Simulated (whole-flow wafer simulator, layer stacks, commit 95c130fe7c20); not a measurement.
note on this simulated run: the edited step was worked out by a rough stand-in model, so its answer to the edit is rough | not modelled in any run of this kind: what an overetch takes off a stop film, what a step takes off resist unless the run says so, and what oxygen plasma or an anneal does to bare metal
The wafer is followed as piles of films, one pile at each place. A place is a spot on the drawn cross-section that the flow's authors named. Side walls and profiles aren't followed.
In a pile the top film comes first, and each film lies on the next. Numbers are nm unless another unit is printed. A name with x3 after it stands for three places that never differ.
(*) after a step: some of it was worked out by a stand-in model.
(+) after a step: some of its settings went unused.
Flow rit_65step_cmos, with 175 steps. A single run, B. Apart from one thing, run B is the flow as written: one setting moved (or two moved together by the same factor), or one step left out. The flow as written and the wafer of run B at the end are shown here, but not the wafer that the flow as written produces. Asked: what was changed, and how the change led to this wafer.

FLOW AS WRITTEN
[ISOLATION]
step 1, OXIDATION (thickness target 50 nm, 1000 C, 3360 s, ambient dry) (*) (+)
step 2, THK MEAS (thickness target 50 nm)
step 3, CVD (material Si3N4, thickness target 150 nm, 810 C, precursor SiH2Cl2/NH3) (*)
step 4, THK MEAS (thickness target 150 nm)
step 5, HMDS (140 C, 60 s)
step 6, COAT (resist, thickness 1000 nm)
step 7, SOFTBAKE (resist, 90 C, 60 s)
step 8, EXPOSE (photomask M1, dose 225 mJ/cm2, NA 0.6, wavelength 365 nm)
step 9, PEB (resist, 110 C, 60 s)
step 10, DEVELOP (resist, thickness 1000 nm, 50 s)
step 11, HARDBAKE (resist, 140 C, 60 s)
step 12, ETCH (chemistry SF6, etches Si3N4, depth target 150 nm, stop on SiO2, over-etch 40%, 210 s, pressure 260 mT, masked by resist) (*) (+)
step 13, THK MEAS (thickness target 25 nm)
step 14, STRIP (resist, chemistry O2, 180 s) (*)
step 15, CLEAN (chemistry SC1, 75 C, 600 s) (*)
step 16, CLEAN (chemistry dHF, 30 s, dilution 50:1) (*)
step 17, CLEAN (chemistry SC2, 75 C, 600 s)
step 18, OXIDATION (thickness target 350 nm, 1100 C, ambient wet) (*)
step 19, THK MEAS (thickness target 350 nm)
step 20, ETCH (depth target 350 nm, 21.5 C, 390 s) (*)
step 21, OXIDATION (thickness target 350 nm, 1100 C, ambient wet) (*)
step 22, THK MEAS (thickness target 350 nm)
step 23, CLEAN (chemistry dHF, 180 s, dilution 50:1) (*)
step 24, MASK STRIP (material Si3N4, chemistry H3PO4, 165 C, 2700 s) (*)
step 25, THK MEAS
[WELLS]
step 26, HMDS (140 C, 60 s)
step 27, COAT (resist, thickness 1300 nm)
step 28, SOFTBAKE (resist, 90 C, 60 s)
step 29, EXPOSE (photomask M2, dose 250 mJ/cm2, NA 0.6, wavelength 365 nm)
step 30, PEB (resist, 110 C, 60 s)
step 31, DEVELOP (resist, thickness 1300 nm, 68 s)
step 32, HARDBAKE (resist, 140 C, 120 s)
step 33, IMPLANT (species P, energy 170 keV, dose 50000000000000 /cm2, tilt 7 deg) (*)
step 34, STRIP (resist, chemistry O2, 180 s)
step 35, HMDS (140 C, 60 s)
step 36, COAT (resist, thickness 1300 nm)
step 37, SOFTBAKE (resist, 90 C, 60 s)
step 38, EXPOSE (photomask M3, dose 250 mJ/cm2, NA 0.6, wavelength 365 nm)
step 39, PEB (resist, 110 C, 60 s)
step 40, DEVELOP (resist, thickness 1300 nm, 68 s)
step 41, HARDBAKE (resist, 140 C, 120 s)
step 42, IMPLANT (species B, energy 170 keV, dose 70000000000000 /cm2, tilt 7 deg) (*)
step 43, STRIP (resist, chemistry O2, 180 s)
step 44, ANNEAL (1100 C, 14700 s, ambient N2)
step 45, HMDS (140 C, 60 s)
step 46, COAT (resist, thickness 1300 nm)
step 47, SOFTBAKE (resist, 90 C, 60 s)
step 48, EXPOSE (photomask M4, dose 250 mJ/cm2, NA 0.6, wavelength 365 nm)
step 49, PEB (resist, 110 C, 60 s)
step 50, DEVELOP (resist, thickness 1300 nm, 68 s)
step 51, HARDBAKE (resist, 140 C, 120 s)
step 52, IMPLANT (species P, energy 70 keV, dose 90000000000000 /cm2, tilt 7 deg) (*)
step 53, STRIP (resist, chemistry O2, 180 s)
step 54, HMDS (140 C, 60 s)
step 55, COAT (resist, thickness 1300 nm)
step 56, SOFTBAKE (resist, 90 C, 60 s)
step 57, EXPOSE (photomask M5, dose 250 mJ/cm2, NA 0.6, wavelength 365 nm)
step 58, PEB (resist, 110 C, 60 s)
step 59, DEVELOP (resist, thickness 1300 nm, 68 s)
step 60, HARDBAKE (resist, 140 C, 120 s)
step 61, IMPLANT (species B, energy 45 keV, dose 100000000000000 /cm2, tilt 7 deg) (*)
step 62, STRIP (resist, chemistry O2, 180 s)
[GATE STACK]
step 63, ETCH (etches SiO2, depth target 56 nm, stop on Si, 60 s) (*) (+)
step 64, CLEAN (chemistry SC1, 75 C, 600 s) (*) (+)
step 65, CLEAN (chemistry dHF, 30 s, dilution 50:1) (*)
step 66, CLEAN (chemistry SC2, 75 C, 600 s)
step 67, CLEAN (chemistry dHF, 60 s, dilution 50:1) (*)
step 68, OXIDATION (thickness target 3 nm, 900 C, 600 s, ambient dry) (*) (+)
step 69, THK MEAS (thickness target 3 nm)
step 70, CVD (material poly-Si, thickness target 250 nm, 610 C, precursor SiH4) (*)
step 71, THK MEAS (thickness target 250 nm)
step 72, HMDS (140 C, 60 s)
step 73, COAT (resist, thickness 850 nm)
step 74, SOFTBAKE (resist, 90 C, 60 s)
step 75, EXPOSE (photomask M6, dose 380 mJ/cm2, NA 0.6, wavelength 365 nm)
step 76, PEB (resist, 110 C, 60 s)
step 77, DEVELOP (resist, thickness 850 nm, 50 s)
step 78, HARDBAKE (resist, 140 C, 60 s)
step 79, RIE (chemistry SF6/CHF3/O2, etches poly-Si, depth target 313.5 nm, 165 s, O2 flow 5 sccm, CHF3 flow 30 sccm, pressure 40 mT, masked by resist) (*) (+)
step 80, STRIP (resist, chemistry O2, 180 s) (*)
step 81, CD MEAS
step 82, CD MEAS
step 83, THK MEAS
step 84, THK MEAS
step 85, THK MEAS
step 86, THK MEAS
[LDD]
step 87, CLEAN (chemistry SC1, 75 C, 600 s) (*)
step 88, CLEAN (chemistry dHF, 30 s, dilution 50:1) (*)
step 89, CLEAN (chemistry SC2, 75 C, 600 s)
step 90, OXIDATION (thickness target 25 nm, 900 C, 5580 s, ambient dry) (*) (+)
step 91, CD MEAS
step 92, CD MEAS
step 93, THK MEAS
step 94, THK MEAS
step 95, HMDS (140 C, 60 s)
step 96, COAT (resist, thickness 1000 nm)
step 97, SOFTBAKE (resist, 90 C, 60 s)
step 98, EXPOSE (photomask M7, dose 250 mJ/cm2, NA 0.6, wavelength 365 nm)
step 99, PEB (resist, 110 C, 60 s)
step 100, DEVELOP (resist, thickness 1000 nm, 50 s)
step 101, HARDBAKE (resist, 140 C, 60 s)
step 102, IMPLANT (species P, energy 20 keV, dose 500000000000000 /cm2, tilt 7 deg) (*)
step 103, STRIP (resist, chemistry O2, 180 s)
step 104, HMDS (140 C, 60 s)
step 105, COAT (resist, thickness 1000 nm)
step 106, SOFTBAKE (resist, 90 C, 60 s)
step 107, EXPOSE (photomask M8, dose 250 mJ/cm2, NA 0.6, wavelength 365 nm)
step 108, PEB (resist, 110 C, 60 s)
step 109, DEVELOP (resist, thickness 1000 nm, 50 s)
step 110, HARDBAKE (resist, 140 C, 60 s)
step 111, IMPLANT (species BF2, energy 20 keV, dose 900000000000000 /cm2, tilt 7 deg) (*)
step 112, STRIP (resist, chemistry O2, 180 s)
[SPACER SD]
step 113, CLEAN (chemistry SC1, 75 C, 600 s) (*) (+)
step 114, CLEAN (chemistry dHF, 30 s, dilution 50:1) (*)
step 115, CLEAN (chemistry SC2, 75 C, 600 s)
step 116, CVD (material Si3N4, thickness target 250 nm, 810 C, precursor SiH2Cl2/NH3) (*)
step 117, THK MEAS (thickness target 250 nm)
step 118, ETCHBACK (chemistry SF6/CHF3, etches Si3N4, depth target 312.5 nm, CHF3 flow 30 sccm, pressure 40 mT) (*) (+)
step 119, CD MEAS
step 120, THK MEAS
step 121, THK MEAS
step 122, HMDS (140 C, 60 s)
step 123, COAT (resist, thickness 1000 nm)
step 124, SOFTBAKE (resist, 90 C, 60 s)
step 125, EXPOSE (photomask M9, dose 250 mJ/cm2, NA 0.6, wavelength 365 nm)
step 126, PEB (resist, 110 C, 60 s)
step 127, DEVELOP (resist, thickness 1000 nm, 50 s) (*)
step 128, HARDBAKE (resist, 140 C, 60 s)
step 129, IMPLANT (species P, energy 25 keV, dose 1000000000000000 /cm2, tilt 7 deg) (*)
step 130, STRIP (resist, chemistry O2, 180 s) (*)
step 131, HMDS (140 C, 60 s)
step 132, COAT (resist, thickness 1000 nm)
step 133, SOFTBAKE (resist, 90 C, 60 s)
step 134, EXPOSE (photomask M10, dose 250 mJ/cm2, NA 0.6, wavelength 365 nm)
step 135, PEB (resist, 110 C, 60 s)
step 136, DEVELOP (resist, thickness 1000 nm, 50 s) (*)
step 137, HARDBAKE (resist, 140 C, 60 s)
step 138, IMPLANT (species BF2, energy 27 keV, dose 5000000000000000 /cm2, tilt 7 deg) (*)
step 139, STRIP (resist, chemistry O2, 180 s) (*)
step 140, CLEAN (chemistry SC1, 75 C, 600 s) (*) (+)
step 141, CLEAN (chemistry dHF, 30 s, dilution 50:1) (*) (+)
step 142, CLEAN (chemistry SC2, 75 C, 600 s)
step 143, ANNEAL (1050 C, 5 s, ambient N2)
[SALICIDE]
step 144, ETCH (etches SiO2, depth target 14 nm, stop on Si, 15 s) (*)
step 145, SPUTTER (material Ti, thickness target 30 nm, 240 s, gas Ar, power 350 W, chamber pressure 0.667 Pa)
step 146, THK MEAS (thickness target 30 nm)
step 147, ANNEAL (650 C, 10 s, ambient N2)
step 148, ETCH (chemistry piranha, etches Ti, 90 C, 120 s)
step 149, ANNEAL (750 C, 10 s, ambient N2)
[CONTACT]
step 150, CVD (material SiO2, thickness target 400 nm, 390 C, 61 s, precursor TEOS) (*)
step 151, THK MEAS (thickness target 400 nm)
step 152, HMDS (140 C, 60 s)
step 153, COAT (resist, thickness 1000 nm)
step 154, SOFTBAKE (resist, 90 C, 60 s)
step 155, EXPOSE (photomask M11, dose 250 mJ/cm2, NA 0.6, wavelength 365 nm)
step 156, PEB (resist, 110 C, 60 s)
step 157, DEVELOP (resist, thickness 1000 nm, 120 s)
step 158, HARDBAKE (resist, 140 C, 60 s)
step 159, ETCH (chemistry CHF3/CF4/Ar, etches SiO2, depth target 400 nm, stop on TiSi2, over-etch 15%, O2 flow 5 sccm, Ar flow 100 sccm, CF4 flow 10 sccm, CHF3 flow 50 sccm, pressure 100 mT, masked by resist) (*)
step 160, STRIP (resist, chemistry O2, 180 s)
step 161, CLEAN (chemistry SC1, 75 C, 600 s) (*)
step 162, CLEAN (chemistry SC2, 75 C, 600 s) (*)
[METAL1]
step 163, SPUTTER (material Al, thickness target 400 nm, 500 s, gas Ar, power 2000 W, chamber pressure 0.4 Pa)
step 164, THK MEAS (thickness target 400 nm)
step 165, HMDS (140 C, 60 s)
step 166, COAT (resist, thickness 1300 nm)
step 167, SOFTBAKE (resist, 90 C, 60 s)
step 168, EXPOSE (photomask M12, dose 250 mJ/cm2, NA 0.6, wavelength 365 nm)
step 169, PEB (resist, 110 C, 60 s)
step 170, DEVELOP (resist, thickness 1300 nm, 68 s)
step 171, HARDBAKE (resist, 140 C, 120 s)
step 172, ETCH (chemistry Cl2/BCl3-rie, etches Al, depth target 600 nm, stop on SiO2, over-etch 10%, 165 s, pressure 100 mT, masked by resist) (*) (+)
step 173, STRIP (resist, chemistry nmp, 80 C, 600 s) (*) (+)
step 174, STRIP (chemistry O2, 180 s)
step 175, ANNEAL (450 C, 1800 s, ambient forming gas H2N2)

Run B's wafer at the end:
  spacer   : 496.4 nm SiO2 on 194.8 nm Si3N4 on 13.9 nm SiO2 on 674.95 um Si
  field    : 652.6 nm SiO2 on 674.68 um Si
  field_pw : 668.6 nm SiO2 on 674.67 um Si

What caused this: step 150, CVD: thickness target 533 nm was run, whereas the flow has thickness target 400 nm; step 150, CVD: 81 s was run, where the flow has 61 s.

How this came from the change, step by step:
  step 150, CVD (material SiO2, thickness target 400 nm, 390 C, 61 s, precursor TEOS) (*)
      field, field_pw, field_nw, field_p: +533 SiO2 (in the flow as written it would be: +400 SiO2)
      spacer, spacer_p: +533 SiO2 (new film) (in the flow as written it would be: +400 SiO2 (new film))
      (also at 2 further places)
